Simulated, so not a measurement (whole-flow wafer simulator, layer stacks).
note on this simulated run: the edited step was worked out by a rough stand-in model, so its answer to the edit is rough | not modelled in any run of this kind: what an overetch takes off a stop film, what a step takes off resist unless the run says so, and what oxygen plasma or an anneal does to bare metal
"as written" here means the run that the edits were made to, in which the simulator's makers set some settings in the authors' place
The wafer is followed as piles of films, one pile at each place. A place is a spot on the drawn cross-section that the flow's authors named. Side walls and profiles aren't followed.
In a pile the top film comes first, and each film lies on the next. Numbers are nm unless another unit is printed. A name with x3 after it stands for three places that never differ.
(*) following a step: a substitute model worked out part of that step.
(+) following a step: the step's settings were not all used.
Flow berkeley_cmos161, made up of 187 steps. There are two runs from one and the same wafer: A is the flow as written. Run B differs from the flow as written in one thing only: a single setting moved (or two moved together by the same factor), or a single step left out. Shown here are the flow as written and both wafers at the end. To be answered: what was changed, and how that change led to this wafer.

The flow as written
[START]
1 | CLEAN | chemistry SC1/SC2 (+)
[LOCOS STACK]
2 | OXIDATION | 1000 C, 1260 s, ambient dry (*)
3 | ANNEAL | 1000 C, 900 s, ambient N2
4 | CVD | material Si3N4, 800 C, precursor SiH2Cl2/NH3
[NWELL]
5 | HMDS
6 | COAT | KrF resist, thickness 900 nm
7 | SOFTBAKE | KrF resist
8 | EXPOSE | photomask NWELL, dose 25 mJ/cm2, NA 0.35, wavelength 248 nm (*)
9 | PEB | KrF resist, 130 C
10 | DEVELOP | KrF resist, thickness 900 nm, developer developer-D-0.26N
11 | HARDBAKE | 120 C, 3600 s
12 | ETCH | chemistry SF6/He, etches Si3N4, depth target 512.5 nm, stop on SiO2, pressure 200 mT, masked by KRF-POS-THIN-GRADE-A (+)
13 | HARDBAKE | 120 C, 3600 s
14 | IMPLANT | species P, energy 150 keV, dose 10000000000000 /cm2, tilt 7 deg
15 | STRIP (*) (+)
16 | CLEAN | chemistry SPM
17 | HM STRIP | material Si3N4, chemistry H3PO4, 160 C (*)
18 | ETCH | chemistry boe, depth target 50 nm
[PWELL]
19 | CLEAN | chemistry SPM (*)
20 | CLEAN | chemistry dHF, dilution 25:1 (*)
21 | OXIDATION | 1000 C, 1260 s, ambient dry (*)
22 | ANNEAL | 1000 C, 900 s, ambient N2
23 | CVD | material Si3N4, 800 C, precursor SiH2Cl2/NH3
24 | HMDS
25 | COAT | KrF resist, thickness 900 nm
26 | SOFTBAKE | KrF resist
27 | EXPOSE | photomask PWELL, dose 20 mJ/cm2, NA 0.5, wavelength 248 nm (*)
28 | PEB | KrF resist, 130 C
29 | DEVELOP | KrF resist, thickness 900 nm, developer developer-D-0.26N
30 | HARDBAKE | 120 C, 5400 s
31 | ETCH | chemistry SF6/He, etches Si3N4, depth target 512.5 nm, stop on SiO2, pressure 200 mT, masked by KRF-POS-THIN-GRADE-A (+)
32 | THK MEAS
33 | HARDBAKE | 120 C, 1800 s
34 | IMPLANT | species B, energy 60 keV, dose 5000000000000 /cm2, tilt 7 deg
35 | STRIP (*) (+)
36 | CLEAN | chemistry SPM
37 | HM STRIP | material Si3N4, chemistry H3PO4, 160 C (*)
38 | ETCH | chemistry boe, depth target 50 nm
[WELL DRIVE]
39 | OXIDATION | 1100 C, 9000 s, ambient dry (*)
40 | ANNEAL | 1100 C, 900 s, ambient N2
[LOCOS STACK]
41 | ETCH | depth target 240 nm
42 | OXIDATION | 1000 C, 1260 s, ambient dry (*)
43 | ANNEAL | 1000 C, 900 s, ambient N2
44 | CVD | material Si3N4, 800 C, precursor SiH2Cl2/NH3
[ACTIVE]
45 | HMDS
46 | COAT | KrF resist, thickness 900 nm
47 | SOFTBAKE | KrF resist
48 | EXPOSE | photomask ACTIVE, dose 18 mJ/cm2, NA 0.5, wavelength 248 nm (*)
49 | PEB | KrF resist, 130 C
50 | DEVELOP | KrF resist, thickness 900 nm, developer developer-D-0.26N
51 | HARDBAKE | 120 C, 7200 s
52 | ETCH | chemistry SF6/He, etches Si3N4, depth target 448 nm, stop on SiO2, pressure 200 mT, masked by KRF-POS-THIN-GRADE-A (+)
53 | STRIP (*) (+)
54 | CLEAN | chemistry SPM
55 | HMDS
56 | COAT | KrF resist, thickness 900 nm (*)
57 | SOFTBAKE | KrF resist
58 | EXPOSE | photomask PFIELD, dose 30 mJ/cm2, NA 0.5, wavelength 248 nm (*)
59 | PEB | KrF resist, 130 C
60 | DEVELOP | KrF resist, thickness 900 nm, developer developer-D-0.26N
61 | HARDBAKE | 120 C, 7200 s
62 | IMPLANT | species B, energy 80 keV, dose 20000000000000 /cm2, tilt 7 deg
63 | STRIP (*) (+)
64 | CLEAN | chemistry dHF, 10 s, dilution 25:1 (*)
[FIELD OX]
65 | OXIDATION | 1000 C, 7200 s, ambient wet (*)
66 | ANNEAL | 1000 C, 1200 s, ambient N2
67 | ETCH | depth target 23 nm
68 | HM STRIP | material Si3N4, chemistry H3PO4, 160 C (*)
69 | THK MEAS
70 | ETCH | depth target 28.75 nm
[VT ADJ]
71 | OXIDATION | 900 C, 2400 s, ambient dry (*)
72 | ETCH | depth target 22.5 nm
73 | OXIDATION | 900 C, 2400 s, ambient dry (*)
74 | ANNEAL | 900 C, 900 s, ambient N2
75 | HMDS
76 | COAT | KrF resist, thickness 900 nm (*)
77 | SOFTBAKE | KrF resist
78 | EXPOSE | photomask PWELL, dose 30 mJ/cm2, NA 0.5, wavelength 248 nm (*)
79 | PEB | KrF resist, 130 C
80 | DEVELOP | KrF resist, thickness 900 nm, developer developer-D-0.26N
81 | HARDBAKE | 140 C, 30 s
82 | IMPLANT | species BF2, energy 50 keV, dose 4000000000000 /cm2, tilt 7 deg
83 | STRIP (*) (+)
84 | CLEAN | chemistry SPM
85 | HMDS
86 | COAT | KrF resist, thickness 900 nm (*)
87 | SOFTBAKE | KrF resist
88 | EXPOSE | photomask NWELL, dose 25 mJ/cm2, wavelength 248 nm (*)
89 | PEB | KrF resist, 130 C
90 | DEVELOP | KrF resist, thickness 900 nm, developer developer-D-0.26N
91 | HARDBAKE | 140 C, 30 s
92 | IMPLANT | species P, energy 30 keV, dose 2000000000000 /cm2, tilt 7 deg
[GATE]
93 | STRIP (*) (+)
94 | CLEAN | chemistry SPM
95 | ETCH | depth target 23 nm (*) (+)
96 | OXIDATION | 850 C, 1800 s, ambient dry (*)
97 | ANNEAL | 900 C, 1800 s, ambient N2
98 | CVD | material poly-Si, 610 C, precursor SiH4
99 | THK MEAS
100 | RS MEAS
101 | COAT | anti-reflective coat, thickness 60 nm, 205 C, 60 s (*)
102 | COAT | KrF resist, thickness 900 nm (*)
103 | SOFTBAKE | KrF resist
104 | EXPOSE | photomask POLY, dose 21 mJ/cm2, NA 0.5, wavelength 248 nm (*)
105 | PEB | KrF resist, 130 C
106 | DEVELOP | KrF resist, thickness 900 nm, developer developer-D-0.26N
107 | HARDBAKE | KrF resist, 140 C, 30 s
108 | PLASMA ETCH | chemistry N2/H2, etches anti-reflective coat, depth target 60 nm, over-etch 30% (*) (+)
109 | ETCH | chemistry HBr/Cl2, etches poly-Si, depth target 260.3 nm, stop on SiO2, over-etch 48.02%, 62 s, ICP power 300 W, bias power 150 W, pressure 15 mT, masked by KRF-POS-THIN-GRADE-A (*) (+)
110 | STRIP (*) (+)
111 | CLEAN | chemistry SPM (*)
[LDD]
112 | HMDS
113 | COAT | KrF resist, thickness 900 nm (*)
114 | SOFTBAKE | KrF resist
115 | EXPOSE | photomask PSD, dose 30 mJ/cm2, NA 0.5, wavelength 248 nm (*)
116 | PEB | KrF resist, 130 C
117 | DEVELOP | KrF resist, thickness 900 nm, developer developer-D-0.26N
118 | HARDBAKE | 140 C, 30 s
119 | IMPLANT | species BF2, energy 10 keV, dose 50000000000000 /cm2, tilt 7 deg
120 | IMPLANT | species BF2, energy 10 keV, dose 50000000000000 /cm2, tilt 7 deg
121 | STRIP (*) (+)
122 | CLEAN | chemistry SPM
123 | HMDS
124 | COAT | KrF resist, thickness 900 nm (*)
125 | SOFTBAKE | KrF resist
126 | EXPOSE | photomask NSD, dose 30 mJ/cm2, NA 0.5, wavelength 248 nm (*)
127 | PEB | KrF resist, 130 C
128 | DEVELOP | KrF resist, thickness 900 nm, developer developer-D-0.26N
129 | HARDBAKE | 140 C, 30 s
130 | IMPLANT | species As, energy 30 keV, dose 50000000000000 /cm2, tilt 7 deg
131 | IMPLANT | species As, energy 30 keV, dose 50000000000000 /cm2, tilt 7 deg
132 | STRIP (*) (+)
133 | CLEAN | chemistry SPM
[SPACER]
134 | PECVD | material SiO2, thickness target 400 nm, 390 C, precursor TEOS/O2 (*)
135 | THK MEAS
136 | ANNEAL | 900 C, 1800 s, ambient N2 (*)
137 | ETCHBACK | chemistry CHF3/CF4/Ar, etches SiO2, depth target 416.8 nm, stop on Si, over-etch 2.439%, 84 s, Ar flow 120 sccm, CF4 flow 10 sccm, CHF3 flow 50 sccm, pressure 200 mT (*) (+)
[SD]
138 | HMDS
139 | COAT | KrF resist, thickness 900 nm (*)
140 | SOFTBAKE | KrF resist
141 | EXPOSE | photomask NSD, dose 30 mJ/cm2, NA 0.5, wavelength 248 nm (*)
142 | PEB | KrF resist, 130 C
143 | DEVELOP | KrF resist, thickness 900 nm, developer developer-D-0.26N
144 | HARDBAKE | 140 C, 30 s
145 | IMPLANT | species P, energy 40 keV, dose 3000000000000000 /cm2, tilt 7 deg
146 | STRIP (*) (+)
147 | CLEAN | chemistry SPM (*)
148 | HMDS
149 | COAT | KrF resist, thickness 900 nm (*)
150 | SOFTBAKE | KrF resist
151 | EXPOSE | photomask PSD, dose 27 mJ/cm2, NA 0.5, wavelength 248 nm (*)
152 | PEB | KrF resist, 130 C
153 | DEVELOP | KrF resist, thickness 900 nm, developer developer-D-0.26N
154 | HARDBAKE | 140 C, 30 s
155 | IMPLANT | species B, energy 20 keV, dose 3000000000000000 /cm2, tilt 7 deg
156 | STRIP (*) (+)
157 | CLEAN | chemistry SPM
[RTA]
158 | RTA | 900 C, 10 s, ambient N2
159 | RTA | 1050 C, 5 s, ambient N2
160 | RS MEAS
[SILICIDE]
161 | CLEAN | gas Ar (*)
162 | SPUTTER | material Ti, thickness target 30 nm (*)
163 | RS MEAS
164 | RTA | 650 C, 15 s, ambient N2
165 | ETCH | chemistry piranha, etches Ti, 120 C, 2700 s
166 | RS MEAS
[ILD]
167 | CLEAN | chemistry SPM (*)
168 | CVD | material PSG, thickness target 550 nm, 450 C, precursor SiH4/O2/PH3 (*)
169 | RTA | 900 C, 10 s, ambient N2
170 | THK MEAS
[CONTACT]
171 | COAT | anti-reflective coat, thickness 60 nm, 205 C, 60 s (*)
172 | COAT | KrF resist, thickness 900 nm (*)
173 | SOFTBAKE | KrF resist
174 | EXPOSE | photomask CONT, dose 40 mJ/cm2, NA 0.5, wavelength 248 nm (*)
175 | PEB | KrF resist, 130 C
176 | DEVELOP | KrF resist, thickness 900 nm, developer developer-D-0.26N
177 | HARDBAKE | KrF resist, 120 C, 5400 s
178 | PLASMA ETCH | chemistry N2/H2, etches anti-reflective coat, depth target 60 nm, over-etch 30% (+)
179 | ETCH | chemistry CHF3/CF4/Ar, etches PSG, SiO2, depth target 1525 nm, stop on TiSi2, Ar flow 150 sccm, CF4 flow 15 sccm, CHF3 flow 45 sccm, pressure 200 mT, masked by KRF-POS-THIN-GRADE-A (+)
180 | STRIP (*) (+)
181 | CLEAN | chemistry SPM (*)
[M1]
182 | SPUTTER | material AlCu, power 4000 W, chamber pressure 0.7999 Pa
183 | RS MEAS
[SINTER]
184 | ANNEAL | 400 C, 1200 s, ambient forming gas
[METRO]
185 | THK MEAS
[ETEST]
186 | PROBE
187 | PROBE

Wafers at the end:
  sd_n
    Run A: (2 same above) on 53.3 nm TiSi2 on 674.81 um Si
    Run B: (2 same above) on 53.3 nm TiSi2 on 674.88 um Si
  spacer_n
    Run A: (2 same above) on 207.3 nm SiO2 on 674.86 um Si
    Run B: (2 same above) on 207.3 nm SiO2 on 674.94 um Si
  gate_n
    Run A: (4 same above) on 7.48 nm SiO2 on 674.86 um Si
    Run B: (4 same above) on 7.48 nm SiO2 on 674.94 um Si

What caused this: step 39, OXIDATION: 880 C was run, while the flow as written has 1100 C.

How this came from the change, step by step:
  39 | OXIDATION | 1100 C, 9000 s, ambient dry (*)
      field, sd_n, spacer_n and 6 more: A +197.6 SiO2 (new film), -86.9 Si | B +28.3 SiO2 (new film), -12.5 Si
  41 | ETCH | depth target 240 nm
      field, sd_n, spacer_n and 6 more: A -197.6 SiO2 (all of it) | B -28.3 SiO2 (all of it)
